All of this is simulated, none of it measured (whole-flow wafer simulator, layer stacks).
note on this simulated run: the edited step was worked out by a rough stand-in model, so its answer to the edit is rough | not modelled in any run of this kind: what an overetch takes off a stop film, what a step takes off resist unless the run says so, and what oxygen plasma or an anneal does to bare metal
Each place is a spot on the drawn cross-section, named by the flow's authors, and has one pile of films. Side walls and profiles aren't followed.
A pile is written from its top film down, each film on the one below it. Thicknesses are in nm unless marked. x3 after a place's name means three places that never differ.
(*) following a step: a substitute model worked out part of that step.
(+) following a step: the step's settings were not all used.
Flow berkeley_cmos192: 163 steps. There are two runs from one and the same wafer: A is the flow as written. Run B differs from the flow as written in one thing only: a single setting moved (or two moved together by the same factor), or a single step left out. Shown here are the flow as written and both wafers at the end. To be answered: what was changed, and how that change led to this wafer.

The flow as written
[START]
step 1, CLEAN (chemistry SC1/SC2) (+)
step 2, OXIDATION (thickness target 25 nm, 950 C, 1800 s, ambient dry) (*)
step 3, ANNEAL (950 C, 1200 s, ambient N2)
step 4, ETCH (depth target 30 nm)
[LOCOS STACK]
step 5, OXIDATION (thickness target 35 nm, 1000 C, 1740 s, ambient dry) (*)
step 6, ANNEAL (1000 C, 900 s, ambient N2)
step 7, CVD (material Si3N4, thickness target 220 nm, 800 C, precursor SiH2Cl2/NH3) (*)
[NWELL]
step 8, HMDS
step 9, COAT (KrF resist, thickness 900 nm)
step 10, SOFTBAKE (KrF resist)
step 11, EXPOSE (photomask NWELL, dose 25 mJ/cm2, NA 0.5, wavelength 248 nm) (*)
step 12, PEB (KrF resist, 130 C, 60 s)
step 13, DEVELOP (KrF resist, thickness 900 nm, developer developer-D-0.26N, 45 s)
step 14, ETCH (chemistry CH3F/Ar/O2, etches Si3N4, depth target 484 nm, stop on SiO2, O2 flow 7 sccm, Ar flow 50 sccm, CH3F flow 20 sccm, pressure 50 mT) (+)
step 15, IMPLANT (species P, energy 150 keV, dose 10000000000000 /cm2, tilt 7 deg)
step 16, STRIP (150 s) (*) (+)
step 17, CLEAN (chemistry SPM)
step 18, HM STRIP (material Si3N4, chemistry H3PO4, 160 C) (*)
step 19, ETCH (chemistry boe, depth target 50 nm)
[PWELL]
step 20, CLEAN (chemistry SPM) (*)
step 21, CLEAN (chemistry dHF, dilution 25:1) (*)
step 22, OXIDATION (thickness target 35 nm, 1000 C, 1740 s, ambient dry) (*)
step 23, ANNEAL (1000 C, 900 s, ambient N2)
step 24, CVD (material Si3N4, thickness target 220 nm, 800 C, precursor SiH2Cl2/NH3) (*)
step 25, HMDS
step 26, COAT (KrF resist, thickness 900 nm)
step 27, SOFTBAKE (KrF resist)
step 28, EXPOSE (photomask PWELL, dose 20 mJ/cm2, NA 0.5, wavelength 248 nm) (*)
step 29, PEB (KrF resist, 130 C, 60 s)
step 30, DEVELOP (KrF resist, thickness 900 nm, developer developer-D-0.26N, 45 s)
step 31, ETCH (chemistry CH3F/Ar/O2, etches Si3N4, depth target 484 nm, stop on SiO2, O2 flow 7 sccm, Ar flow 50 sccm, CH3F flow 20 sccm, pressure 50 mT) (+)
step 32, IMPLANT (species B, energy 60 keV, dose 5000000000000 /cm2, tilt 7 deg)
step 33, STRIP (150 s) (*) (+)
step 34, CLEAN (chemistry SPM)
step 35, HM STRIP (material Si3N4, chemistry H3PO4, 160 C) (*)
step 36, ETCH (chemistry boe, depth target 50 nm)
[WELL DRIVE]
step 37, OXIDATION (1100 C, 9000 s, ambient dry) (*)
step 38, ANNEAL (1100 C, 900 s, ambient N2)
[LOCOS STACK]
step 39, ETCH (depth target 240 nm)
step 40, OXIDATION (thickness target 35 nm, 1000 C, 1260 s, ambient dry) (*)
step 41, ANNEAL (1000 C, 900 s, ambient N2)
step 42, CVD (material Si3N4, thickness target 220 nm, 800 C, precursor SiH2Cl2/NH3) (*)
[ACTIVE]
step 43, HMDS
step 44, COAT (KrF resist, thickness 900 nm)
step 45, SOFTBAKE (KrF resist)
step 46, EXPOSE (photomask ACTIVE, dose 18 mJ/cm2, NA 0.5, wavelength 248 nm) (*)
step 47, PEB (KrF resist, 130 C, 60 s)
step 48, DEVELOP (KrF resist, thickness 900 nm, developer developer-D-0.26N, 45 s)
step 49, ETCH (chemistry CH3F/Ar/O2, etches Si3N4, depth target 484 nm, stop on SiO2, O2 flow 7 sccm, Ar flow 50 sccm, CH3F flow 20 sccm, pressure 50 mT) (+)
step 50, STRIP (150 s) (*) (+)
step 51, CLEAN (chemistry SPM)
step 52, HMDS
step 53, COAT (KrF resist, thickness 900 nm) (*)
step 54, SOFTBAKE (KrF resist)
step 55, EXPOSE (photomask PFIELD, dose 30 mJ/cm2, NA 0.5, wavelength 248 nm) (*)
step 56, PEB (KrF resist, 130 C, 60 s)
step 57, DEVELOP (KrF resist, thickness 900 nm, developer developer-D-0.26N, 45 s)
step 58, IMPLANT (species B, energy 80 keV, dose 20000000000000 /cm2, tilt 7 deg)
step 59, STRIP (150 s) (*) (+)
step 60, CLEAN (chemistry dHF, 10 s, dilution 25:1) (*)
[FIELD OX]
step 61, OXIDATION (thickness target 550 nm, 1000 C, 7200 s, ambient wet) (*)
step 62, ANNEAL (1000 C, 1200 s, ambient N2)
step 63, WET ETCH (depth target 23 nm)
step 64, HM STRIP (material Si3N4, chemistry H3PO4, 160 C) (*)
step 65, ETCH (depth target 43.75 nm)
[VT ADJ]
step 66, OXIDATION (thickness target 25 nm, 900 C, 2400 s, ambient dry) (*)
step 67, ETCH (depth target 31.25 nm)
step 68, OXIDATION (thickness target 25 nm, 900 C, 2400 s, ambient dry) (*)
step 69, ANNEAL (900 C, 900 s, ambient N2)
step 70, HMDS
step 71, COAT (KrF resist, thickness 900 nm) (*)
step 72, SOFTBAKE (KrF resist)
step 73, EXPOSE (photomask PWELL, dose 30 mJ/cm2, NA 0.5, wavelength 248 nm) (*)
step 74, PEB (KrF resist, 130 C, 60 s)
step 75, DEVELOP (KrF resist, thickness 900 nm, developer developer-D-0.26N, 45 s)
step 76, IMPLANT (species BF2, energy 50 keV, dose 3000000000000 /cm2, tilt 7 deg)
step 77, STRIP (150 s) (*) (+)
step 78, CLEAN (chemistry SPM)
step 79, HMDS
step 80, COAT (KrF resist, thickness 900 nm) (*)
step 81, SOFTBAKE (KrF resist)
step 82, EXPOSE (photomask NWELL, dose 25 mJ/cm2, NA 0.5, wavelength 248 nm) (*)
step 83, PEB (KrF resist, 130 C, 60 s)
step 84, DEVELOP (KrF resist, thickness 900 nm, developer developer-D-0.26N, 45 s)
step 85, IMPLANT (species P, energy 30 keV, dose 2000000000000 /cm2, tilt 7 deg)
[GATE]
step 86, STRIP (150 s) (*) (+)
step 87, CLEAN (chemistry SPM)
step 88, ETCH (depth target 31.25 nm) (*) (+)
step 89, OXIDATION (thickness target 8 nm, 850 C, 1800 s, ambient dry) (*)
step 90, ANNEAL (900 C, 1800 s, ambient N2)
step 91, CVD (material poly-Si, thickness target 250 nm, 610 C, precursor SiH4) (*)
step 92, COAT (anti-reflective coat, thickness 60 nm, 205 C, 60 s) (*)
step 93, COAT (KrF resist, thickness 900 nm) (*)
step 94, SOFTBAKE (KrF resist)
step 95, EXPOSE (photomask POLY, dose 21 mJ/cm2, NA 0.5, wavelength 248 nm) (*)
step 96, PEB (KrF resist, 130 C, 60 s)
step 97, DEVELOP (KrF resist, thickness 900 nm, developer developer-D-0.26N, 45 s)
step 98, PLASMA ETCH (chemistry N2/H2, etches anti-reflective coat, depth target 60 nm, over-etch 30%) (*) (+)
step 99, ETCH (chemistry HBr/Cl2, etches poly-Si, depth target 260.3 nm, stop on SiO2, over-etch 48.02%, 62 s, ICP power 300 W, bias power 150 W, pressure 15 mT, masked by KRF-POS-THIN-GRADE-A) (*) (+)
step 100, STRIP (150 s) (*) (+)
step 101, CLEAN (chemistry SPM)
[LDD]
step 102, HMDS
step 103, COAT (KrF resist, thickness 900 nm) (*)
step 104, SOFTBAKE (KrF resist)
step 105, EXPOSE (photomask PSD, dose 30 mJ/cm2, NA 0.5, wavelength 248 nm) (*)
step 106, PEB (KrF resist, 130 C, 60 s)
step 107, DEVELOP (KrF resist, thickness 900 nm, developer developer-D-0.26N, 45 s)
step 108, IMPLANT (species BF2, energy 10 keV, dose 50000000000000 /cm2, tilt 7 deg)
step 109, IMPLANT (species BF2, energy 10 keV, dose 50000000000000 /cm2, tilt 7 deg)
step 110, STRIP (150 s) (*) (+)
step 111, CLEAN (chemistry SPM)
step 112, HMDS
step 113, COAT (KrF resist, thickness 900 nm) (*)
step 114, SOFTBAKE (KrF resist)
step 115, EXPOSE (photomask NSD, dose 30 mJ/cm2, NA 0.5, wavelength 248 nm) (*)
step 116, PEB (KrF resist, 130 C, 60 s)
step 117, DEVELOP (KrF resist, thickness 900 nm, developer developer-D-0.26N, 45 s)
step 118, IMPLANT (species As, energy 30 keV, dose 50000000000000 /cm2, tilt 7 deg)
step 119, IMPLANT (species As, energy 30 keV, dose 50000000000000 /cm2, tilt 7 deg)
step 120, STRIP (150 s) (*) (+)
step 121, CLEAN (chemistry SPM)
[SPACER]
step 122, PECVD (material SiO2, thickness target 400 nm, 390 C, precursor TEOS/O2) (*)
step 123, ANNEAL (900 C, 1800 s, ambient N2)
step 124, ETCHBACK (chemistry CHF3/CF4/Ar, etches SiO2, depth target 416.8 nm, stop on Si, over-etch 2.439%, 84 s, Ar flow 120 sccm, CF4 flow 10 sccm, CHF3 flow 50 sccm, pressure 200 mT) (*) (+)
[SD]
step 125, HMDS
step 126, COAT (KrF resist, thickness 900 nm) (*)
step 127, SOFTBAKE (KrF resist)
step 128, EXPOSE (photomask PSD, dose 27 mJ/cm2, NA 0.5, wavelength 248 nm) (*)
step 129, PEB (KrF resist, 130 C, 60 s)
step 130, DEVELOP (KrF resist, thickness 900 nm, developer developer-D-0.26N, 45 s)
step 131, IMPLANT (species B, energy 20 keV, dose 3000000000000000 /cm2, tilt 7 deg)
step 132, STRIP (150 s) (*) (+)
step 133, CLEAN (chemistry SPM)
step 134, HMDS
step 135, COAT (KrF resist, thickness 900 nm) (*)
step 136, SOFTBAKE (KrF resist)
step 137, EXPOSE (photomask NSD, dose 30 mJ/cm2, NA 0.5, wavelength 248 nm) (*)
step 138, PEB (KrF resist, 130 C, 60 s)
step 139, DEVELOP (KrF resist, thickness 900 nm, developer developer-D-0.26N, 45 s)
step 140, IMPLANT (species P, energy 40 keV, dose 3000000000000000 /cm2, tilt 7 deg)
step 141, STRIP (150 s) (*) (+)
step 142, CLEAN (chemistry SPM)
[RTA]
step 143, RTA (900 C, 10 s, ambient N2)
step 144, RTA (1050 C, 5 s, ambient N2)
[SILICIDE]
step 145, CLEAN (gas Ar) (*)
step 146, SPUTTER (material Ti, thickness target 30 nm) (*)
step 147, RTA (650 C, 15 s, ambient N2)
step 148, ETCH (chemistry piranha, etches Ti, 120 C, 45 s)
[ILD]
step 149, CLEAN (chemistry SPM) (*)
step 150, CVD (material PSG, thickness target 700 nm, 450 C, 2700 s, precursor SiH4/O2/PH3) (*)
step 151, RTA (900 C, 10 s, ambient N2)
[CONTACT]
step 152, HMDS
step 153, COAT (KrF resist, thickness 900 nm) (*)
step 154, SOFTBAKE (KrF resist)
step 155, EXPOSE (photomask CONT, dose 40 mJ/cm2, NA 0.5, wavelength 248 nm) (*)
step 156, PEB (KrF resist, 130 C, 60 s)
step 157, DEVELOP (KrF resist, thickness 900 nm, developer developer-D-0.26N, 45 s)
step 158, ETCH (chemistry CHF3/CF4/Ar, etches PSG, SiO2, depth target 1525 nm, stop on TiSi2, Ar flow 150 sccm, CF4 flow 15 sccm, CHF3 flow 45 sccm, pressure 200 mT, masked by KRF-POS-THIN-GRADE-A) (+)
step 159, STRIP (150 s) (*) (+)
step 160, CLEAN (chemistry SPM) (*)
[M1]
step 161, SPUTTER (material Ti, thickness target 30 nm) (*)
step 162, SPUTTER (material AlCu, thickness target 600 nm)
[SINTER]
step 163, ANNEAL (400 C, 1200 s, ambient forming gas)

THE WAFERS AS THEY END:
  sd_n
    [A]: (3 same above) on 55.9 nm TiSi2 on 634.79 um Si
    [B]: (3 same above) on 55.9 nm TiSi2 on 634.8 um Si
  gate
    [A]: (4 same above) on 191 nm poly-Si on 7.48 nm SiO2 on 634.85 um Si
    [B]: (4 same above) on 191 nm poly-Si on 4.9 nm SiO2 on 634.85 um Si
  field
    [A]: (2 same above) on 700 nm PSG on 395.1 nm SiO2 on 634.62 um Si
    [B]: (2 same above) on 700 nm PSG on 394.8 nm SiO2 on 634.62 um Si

Cause: step 89, OXIDATION: 833 s was run, though the flow has 1800 s.

Step by step, how the change led to this:
  step 89, OXIDATION (thickness target 8 nm, 850 C, 1800 s, ambient dry) (*)
      sd_n, spacer_n, gate, sd_p, spacer_p, gate_p, contact, m1: A SiO2 gains 7.48 (new film), Si loses 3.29 | B SiO2 gains 4.9 (new film), Si loses 2.16
